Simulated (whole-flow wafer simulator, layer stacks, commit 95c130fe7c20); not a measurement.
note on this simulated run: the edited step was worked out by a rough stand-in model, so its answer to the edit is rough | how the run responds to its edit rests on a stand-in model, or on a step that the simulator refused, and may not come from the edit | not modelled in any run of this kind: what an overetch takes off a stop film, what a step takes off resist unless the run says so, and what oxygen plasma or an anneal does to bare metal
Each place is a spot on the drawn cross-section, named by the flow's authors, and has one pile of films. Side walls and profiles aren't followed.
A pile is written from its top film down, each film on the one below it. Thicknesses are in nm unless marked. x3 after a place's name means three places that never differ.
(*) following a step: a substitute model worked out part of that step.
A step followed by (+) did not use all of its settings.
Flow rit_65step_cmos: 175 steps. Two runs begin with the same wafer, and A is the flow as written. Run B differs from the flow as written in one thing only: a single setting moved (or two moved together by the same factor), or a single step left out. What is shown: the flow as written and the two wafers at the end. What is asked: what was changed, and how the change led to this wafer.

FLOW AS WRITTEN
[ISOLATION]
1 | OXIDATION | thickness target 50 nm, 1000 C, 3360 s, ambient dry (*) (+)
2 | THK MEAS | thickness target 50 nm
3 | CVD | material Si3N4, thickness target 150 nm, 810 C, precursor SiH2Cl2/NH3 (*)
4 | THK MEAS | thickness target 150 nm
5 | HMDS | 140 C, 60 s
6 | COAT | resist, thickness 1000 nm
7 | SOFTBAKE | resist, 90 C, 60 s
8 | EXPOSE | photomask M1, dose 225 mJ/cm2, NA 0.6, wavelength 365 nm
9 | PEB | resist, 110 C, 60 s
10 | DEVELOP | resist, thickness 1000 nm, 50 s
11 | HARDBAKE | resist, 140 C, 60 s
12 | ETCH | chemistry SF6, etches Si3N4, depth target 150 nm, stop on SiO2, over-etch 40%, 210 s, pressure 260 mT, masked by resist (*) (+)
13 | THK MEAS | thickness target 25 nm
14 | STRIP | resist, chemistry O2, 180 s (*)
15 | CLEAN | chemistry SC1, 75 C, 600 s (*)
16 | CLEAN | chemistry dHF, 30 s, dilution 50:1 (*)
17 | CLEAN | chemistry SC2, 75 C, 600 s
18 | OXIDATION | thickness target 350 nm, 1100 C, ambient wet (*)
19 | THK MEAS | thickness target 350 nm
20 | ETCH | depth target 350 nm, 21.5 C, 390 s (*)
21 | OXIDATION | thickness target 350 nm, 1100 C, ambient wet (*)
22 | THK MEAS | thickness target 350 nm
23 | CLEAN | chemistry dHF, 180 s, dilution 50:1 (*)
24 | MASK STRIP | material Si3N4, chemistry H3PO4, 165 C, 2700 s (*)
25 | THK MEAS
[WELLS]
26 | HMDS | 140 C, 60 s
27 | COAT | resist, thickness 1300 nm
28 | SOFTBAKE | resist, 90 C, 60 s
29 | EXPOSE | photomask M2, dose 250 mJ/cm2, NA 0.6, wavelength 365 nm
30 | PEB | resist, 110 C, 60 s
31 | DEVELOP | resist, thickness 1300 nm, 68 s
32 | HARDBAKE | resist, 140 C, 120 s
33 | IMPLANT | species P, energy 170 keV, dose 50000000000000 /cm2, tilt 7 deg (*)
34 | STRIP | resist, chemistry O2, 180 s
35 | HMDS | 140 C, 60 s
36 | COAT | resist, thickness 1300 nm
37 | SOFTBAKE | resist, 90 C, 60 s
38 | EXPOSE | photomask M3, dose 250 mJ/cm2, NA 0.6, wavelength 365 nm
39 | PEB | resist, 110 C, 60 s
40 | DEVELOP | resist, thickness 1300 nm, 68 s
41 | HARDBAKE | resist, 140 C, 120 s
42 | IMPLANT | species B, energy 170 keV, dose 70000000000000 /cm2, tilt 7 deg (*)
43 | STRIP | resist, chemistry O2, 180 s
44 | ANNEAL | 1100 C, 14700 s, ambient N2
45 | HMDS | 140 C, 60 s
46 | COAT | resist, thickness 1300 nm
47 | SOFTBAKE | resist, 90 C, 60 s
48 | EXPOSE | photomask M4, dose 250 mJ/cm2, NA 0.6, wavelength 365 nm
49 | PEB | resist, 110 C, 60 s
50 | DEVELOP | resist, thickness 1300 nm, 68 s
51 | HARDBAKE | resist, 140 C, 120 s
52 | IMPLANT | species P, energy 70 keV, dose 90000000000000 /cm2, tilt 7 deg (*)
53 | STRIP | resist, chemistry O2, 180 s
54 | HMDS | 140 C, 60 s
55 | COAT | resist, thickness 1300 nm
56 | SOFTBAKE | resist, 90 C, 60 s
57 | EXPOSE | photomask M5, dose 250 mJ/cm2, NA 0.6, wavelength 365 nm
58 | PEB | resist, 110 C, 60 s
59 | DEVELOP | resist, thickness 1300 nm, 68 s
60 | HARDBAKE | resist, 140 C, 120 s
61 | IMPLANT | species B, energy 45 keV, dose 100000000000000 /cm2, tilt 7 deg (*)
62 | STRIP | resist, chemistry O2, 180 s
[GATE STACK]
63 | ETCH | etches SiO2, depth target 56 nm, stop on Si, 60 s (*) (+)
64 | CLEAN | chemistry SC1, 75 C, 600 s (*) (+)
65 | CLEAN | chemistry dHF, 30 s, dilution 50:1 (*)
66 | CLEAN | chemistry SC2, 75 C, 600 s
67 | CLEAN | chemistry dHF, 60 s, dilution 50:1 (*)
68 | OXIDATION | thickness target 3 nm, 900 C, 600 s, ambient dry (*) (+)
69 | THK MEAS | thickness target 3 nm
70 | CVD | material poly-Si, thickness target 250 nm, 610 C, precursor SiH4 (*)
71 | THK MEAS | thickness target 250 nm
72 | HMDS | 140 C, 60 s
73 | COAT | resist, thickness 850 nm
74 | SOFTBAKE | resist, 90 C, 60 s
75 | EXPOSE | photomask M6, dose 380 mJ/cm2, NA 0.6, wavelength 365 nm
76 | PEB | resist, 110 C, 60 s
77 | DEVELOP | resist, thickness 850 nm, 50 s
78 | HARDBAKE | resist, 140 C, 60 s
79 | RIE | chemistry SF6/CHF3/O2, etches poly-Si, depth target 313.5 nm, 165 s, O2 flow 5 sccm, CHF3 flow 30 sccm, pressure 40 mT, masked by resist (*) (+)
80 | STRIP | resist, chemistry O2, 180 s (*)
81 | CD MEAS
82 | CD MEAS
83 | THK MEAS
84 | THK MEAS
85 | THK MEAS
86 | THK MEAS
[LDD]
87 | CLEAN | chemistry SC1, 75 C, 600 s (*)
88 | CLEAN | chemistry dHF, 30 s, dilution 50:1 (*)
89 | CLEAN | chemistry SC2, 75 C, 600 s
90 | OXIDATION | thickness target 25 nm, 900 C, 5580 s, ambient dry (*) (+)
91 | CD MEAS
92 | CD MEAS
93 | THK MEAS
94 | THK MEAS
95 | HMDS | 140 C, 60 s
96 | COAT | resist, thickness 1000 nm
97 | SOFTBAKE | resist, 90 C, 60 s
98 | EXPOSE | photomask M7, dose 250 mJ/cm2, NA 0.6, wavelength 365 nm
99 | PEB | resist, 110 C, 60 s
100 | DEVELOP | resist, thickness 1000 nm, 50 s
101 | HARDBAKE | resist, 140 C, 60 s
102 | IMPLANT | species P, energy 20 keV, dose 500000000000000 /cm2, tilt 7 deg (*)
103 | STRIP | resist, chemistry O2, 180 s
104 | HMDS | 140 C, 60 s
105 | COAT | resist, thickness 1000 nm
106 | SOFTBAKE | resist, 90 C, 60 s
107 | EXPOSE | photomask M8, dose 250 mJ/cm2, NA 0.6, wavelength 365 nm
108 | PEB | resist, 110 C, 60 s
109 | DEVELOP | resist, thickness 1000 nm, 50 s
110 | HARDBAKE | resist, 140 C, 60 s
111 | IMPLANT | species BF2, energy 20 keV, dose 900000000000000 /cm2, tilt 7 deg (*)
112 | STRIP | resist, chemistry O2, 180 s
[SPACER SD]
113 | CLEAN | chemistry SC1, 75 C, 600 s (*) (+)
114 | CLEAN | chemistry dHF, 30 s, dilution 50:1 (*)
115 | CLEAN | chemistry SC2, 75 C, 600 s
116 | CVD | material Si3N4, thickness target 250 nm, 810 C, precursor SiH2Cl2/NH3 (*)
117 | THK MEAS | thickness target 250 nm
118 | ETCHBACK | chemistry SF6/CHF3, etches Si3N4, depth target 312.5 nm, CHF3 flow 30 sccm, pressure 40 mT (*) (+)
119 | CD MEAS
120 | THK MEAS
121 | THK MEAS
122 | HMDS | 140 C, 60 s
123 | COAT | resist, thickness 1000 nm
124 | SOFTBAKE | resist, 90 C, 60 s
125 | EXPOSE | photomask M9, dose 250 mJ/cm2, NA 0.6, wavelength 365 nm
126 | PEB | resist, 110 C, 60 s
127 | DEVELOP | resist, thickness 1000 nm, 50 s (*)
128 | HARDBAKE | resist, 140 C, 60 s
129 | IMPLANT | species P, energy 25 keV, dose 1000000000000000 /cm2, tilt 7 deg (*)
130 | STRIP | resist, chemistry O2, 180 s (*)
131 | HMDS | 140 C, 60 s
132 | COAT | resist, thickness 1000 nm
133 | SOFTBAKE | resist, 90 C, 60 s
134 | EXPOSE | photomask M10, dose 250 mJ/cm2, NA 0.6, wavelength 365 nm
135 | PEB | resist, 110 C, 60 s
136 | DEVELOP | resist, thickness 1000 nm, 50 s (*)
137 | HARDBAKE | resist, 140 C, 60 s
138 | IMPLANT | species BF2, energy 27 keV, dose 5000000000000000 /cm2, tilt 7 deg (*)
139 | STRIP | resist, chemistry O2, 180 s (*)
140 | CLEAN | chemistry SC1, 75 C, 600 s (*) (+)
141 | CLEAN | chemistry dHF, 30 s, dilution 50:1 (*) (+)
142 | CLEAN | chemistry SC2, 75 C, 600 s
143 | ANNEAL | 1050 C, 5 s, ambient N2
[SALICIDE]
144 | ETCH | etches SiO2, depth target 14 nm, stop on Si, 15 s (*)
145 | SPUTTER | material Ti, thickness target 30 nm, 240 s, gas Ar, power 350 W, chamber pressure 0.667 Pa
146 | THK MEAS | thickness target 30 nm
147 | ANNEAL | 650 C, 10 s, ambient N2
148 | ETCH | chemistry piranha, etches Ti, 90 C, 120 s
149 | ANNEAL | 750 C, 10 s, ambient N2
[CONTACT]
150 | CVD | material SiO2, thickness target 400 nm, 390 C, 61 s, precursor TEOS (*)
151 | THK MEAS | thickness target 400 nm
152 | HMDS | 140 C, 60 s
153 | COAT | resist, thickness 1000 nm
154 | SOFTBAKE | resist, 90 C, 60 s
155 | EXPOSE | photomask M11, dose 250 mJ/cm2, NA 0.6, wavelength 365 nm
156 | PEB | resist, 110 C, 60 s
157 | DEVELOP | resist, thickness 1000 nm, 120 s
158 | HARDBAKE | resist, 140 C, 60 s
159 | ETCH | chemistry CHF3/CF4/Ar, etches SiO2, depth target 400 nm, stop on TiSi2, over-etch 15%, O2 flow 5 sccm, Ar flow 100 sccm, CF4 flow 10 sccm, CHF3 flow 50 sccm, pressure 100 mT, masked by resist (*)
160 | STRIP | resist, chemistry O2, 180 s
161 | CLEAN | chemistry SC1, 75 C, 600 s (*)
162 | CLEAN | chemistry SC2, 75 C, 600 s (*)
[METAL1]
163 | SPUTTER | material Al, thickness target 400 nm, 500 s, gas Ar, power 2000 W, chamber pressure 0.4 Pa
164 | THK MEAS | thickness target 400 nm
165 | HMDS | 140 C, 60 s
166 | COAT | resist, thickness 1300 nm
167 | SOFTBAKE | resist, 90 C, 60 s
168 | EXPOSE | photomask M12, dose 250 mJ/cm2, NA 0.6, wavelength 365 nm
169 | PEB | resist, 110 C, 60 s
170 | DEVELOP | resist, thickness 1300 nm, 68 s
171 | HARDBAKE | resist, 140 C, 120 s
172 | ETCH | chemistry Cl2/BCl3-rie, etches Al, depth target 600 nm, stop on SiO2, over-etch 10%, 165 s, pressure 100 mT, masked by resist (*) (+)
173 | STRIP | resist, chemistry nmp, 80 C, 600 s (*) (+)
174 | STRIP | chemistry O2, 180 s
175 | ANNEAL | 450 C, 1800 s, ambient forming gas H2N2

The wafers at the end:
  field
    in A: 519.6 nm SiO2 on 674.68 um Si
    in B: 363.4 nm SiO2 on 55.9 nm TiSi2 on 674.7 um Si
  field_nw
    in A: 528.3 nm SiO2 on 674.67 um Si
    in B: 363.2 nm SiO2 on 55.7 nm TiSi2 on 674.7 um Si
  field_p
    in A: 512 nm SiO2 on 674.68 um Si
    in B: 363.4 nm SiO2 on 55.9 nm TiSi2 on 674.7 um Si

The reason: step 21, OXIDATION: thickness target 175 nm was run, while the flow as written has thickness target 350 nm.

The path from the change to this, step by step:
  21 | OXIDATION | thickness target 350 nm, 1100 C, ambient wet (*)
      active_n, active_p, gate_n and 7 more: A +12 SiO2 (new film), -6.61 Si3N4 | B +4.8 SiO2 (new film), -2.65 Si3N4
      field, field_pw, field_nw, field_p: A +350 SiO2 (new film), -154 Si | B +175 SiO2 (new film), -77 Si
  23 | CLEAN | chemistry dHF, 180 s, dilution 50:1 (*)
      active_n, active_p, gate_n and 7 more: A -12 SiO2 (all of it), -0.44 Si3N4 | B -4.8 SiO2 (all of it), -1.1 Si3N4
  24 | MASK STRIP | material Si3N4, chemistry H3PO4, 165 C, 2700 s (*)
      active_n, active_p, gate_n and 7 more: A -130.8 Si3N4 (all of it), -5.68 SiO2 | B -134.1 Si3N4 (all of it), -5.55 SiO2
  27 | COAT | resist, thickness 1300 nm
      field_pw, field_nw: A +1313 resist (new film) | B +1366.3 resist (new film)
      field: A +1315.7 resist (new film) | B +1388.8 resist (new film)
      (and at 1 other place as well)
  30 | PEB | resist, 110 C, 60 s
      field, field_p: A -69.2 resist | B -73.3 resist
      field_pw, field_nw: A -69.1 resist | B -72 resist
  31 | DEVELOP | resist, thickness 1300 nm, 68 s
      field_nw: A -1243.9 resist (all of it) | B -1294.2 resist (all of it)
      field_p: A -1246.4 resist (all of it) | B -1315.3 resist (all of it)
  32 | HARDBAKE | resist, 140 C, 120 s
      field: A -94 resist | B -100.2 resist
      field_pw: A -93.8 resist | B -98.3 resist
  34 | STRIP | resist, chemistry O2, 180 s
      field: A -1152.5 resist (all of it) | B -1215.3 resist (all of it)
      field_pw: A -1150.2 resist (all of it) | B -1195.9 resist (all of it)
  36 | COAT | resist, thickness 1300 nm
      field_pw, field_nw: A +1313 resist (new film) | B +1366.3 resist (new film)
      field: A +1315.7 resist (new film) | B +1388.8 resist (new film)
      (and at 1 other place as well)
  39 | PEB | resist, 110 C, 60 s
      field, field_p: A -69.2 resist | B -73.3 resist
      field_pw, field_nw: A -69.1 resist | B -72 resist
  40 | DEVELOP | resist, thickness 1300 nm, 68 s
      field: A -1246.5 resist (all of it) | B -1315.5 resist (all of it)
      field_pw: A -1243.9 resist (all of it) | B -1294.2 resist (all of it)
  41 | HARDBAKE | resist, 140 C, 120 s
      field_nw: A -93.8 resist | B -98.3 resist
      field_p: A -94 resist | B -100.2 resist
  43 | STRIP | resist, chemistry O2, 180 s
      field_nw: A -1150.2 resist (all of it) | B -1195.9 resist (all of it)
      field_p: A -1152.5 resist (all of it) | B -1215.1 resist (all of it)
  46 | COAT | resist, thickness 1300 nm
      field_pw, field_nw: A +1313 resist (new film) | B +1366.3 resist (new film)
      field: A +1315.7 resist (new film) | B +1388.8 resist (new film)
      (and at 1 other place as well)
  49 | PEB | resist, 110 C, 60 s
      field, field_p: A -69.2 resist | B -73.3 resist
      field_pw, field_nw: A -69.1 resist | B -72 resist
  50 | DEVELOP | resist, thickness 1300 nm, 68 s
      field_nw: A -1243.9 resist (all of it) | B -1294.2 resist (all of it)
      field_p: A -1246.4 resist (all of it) | B -1315.3 resist (all of it)
  ... 43 other steps ...
  170 | DEVELOP | resist, thickness 1300 nm, 68 s
      field: A -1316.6 resist (all of it) | B -1379 resist (all of it)
      field_pw: A -1285.5 resist (all of it) | B -1340.3 resist (all of it)
      (and at 2 other places as well)
